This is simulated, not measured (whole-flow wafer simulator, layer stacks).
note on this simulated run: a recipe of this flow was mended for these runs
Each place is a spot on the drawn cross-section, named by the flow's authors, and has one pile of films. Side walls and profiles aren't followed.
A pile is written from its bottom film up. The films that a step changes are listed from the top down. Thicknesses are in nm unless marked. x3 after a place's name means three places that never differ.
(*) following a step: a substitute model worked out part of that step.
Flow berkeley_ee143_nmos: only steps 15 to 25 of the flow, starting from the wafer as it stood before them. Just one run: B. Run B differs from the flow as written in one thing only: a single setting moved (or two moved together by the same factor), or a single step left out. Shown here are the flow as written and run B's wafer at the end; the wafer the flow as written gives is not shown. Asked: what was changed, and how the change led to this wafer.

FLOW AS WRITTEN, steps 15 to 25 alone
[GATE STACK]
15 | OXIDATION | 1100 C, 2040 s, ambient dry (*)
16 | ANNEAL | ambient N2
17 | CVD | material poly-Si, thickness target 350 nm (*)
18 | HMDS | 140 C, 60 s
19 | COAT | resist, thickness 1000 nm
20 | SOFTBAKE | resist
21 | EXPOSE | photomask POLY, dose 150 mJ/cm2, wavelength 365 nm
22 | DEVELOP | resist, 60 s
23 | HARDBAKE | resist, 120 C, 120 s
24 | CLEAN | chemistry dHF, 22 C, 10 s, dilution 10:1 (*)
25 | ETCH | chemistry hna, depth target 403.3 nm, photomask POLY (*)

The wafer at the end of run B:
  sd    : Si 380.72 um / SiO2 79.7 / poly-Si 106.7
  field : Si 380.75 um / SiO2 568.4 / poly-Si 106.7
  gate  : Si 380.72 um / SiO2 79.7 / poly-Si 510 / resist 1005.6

Cause: step 17, CVD: thickness target 510 nm was run, though the flow has thickness target 350 nm.
The wafer lets one read it off: gate has poly-Si 510, and step 17 as written asks for 350 nm.

Step by step, how the change led to this:
  17 | CVD | material poly-Si, thickness target 350 nm (*)
      gate, sd, contact, field: poly-Si gains 510 (new film) (it would be, as written: poly-Si gains 350 (new film))
  25 | ETCH | chemistry hna, depth target 403.3 nm, photomask POLY (*)
      sd, contact, field: poly-Si loses 403.3 (it would be, as written: poly-Si loses 350 (all of it), SiO2 loses 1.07)
